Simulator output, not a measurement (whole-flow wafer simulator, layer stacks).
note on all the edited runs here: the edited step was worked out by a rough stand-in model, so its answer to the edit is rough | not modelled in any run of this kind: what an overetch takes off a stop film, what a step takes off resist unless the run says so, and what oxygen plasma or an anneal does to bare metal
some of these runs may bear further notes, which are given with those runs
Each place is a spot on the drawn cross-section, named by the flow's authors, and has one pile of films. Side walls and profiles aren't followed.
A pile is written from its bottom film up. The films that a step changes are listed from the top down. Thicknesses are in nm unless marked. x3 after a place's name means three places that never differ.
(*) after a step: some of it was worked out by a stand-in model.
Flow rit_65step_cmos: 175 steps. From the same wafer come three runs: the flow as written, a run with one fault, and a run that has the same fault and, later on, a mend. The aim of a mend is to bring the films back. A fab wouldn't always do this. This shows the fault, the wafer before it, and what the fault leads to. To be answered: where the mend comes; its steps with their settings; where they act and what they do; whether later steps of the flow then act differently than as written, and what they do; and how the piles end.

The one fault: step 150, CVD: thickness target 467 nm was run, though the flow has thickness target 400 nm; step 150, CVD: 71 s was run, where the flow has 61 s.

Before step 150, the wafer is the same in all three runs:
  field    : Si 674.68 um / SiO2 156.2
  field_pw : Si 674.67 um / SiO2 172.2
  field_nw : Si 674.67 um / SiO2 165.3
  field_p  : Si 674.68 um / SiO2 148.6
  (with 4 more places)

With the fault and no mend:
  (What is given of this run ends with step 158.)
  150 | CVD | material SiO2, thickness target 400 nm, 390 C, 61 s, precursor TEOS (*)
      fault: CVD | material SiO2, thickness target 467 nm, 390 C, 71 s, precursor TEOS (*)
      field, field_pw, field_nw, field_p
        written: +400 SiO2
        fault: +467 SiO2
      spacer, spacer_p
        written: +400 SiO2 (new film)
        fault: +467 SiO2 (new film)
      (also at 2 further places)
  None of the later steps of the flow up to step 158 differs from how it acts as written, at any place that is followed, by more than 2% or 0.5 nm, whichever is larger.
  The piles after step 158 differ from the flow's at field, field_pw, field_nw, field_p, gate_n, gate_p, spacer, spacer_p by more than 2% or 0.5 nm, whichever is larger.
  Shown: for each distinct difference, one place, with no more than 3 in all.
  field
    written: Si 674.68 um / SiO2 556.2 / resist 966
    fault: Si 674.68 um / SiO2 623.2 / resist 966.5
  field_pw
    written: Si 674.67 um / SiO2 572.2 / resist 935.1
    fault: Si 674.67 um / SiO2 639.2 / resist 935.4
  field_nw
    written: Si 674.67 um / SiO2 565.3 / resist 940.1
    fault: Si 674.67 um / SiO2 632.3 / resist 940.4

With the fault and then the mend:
  The mend follows step 151.
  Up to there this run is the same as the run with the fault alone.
  151a | ETCH | chemistry boe, depth target 68.03 nm
      field, field_pw, field_nw, field_p, gate_n, gate_p, spacer, spacer_p
        -68 SiO2
  None of the later steps of the flow differs from how it acts as written, at any place that is followed, by more than 2% or 0.5 nm, whichever is larger.
  At the end the piles are close to the flow's at the places that both follow, differing by at most 2% or 0.5 nm, whichever is larger.
